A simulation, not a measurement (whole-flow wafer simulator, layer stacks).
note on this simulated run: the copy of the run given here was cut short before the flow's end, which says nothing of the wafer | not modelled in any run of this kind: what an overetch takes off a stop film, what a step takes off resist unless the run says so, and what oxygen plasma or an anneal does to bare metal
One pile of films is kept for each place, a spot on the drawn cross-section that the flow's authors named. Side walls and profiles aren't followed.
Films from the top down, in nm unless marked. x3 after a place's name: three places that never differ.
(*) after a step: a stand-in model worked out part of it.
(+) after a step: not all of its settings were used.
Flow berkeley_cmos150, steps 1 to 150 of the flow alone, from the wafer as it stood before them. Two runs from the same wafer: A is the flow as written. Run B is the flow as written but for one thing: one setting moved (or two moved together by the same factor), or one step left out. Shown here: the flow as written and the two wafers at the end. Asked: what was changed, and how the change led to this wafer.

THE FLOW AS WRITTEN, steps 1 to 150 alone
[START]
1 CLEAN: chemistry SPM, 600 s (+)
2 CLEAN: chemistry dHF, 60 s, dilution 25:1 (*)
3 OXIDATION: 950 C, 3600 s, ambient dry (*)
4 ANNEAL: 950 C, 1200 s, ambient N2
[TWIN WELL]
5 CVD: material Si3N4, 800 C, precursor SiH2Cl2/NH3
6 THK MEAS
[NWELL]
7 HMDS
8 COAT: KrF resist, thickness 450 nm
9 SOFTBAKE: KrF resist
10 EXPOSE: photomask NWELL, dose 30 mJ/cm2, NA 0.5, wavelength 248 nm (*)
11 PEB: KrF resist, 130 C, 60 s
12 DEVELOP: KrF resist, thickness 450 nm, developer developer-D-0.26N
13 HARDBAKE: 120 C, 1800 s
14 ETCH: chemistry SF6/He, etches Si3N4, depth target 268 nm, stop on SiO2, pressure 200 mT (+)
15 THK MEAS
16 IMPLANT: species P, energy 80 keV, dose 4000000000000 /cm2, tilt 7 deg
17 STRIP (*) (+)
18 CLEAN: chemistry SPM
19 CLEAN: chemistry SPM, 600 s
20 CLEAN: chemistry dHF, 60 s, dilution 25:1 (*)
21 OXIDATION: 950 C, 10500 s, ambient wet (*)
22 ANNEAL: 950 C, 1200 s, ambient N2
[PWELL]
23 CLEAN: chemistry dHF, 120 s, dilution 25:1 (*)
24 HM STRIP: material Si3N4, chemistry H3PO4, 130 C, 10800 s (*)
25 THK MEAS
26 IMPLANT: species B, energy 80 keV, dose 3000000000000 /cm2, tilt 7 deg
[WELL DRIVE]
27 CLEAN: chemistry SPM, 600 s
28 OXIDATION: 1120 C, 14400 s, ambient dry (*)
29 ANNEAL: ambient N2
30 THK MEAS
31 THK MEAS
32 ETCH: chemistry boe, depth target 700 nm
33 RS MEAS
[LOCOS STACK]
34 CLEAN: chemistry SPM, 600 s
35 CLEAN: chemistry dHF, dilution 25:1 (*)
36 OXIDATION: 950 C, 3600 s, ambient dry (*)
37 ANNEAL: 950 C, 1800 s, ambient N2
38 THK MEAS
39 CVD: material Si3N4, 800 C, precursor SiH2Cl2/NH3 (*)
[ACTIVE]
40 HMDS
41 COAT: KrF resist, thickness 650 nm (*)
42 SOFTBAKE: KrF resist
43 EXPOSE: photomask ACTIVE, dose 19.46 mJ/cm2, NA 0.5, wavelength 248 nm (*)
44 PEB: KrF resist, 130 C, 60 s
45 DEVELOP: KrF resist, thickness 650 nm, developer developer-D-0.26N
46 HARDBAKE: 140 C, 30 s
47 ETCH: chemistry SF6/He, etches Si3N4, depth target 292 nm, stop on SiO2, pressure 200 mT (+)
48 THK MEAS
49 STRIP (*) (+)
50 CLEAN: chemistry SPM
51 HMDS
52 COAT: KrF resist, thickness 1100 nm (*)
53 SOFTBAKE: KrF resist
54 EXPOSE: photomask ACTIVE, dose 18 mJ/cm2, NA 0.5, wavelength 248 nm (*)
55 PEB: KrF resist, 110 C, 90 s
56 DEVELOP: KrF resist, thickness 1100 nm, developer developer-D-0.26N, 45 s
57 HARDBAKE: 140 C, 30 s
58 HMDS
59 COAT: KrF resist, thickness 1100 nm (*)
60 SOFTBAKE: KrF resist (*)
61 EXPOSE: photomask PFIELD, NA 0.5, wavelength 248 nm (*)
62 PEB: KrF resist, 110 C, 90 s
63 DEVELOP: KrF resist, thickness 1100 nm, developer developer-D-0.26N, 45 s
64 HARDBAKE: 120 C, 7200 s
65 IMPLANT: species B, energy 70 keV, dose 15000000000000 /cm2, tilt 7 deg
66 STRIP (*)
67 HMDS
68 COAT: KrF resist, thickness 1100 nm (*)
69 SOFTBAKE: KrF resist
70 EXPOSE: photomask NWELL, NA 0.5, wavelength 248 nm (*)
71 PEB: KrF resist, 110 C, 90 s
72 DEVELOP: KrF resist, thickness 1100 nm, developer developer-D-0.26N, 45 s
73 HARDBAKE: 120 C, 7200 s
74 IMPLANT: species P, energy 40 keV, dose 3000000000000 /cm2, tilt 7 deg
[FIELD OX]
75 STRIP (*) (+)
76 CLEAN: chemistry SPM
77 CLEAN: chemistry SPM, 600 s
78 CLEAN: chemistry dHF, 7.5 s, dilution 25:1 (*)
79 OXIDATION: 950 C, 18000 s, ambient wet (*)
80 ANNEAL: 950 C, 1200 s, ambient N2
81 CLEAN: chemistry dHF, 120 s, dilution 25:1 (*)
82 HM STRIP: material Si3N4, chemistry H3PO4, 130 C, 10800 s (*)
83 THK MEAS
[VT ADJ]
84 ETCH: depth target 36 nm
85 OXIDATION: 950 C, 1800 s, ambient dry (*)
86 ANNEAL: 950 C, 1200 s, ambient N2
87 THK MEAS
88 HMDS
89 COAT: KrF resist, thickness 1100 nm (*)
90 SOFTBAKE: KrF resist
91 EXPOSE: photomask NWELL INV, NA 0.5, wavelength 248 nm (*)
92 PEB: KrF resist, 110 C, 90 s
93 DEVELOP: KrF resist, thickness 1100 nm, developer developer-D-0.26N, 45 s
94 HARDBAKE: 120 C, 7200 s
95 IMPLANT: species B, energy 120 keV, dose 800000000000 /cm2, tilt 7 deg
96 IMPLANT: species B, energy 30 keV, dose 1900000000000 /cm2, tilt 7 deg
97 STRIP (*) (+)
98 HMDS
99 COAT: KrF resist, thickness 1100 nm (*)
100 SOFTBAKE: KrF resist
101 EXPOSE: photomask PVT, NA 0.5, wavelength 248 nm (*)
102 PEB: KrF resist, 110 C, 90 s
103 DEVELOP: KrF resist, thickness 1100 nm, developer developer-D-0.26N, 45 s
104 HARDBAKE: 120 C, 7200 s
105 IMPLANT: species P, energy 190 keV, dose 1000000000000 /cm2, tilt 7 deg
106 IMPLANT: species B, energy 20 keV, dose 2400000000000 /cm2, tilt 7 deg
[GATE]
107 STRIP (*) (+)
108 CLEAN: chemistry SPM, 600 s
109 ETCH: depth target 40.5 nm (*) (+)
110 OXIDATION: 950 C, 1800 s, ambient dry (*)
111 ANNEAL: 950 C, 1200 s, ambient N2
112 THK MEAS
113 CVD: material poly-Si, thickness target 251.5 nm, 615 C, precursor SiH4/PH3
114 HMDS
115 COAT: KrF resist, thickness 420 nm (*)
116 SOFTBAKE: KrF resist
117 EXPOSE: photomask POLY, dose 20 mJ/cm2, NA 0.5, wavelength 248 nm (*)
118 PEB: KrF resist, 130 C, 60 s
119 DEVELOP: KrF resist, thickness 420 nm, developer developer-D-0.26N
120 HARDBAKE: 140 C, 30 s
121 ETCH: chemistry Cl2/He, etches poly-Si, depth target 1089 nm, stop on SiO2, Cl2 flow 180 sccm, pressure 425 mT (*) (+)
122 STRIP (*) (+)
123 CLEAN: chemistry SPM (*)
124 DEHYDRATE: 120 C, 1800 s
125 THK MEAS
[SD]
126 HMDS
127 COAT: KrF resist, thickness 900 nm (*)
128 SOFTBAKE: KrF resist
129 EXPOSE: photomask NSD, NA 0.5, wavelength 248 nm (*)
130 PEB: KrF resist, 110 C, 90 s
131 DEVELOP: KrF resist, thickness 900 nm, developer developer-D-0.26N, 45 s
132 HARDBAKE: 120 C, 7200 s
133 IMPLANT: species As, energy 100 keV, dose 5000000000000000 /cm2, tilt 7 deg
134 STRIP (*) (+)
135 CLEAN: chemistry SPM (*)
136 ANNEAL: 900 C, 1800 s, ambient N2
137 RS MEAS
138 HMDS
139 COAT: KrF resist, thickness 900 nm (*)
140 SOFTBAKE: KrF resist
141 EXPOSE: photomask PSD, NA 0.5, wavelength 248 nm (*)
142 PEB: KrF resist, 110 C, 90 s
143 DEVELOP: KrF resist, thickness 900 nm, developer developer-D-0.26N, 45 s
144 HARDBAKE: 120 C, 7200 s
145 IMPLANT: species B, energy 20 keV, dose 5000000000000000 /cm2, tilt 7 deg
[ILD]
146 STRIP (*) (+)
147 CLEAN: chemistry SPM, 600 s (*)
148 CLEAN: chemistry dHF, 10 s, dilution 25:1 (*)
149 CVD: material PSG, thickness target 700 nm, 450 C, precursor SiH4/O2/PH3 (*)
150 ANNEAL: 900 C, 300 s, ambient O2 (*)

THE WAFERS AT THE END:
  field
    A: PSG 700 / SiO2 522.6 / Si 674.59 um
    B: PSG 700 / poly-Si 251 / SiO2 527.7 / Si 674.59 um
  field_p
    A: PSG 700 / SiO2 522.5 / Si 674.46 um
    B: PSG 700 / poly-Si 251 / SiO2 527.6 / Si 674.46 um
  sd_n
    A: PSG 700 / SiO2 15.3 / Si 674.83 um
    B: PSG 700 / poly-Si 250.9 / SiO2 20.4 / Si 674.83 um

The cause: step 121, ETCH: chemistry Cl2/He, etches poly-Si, depth target 1089 nm, stop on SiO2, Cl2 flow 180 sccm, pressure 425 mT (*) (+), was left out.

How the change led to this, step by step:
  122 STRIP (*) (+)
      field, field_p, sd_n, sd_p, contact, m1: A nothing | B chemical SiO2 +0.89 (new film), poly-Si -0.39
      gate_n: A chemical SiO2 +0.57 (new film), KrF resist -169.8 (all of it), poly-Si -0.25 | B chemical SiO2 +0.68 (new film), KrF resist -390.4 (all of it), poly-Si -0.3
      (and at 1 more place)
  127 COAT: KrF resist, thickness 900 nm (*)
      gate_n: A KrF resist +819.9 (new film) | B KrF resist +1008.6 (new film)
      sd_p: A KrF resist +1133 (new film) | B KrF resist +1103.4 (new film)
      (and at 1 more place)
  130 PEB: KrF resist, 110 C, 90 s
      gate_n: A KrF resist -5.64 | B KrF resist -6.97
      gate_p: A KrF resist -6.13 | B KrF resist -7.47
  131 DEVELOP: KrF resist, thickness 900 nm, developer developer-D-0.26N, 45 s
      gate_n: A KrF resist -814.3 (all of it) | B KrF resist -1001.6 (all of it)
  132 HARDBAKE: 120 C, 7200 s
      gate_p: A KrF resist -14 | B KrF resist -17.2
  134 STRIP (*) (+)
      sd_p: A KrF resist -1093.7 (all of it) | B KrF resist -1064.9 (all of it), chemical SiO2 +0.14, poly-Si -0.06
      gate_p: A KrF resist -855.5 (all of it), chemical SiO2 +0.18 | B KrF resist -1042.2 (all of it), chemical SiO2 +0.18
  139 COAT: KrF resist, thickness 900 nm (*)
      gate_n: A KrF resist +819.8 (new film) | B KrF resist +1008.5 (new film)
      sd_p: A KrF resist +1133 (new film) | B KrF resist +1103.4 (new film)
      (and at 1 more place)
  142 PEB: KrF resist, 110 C, 90 s
      gate_n: A KrF resist -5.64 | B KrF resist -6.97
      gate_p: A KrF resist -6.12 | B KrF resist -7.47
  143 DEVELOP: KrF resist, thickness 900 nm, developer developer-D-0.26N, 45 s
      sd_p: A KrF resist -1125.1 (all of it) | B KrF resist -1095.8 (all of it)
      gate_p: A KrF resist -882.7 (all of it) | B KrF resist -1072.8 (all of it)
  144 HARDBAKE: 120 C, 7200 s
      gate_n: A KrF resist -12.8 | B KrF resist -16
  146 STRIP (*) (+)
      gate_n: A KrF resist -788 (all of it), chemical SiO2 +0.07, poly-Si -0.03 | B KrF resist -972.2 (all of it), chemical SiO2 +0.07
  148 CLEAN: chemistry dHF, 10 s, dilution 25:1 (*)
      field, field_p, m1: A SiO2 -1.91 | B chemical SiO2 -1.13 (all of it)
      sd_n, contact: A SiO2 -1.92 | B chemical SiO2 -1.28 (all of it)
      (and at 1 more place)
  149 CVD: material PSG, thickness target 700 nm, 450 C, precursor SiH4/O2/PH3 (*)
      gate_n, gate_p: A PSG +700 (new film) | B PSG +679.9 (new film)
      sd_p: A PSG +639.5 (new film) | B PSG +679.9 (new film)
